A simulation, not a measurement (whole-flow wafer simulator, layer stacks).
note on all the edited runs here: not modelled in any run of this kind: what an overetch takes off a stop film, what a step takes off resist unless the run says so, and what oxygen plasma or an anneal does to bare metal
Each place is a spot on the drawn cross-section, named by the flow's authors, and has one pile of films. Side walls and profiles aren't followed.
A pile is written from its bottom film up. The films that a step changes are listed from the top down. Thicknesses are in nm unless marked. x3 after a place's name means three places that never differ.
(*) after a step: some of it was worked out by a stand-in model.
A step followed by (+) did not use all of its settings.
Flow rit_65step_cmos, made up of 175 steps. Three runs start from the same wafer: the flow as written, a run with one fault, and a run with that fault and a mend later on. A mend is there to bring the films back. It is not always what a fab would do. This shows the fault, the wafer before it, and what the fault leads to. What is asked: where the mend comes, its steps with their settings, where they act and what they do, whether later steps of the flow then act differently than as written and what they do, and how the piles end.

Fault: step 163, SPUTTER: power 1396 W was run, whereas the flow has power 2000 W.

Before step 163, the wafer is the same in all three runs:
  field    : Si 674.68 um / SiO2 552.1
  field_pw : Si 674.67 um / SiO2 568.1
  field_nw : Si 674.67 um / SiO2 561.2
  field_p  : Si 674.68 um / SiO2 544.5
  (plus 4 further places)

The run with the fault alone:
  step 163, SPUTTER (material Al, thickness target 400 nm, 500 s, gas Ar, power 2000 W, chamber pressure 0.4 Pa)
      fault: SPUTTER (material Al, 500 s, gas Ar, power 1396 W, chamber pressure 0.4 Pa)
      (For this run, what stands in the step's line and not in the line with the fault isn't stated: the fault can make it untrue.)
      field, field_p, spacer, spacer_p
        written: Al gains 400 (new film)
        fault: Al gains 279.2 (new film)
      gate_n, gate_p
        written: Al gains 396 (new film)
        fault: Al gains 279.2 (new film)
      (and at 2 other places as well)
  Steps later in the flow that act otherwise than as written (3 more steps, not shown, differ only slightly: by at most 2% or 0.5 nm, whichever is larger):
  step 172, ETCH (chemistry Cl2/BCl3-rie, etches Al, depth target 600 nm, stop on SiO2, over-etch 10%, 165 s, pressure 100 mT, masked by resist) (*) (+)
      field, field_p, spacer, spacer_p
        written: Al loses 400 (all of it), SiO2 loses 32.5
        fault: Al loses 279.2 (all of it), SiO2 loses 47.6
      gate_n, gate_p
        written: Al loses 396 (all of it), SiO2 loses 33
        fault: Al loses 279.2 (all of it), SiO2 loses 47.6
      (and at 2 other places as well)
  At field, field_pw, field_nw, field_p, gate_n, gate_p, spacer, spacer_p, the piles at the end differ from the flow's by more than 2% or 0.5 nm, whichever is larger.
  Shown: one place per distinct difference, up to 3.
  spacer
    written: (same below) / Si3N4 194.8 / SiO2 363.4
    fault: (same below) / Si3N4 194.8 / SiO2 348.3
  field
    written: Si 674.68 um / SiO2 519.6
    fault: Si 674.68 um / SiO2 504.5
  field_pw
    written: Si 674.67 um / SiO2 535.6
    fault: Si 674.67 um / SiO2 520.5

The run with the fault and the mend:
  The mend follows step 164.
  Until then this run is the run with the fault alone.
  step 164a, ETCH (chemistry al pan, depth target 321.9 nm)
      field, field_p, gate_n, gate_p, spacer, spacer_p
        Al loses 279.2 (all of it)
      field_pw, field_nw
        Al loses 279 (all of it)
  step 164b, SPUTTER (material Al, thickness target 400 nm, 500 s, gas Ar, power 2000 W, chamber pressure 0.4 Pa) (a further turn of the flow's step 163)
      field, field_pw, field_p, spacer, spacer_p
        Al gains 400 (new film)
      gate_n, gate_p
        Al gains 396 (new film)
      field_nw
        Al gains 397.2 (new film)
  Later steps of the flow that are run all act as written at every place that is followed.
  By the end, the piles equal the flow's at every place that both follow.
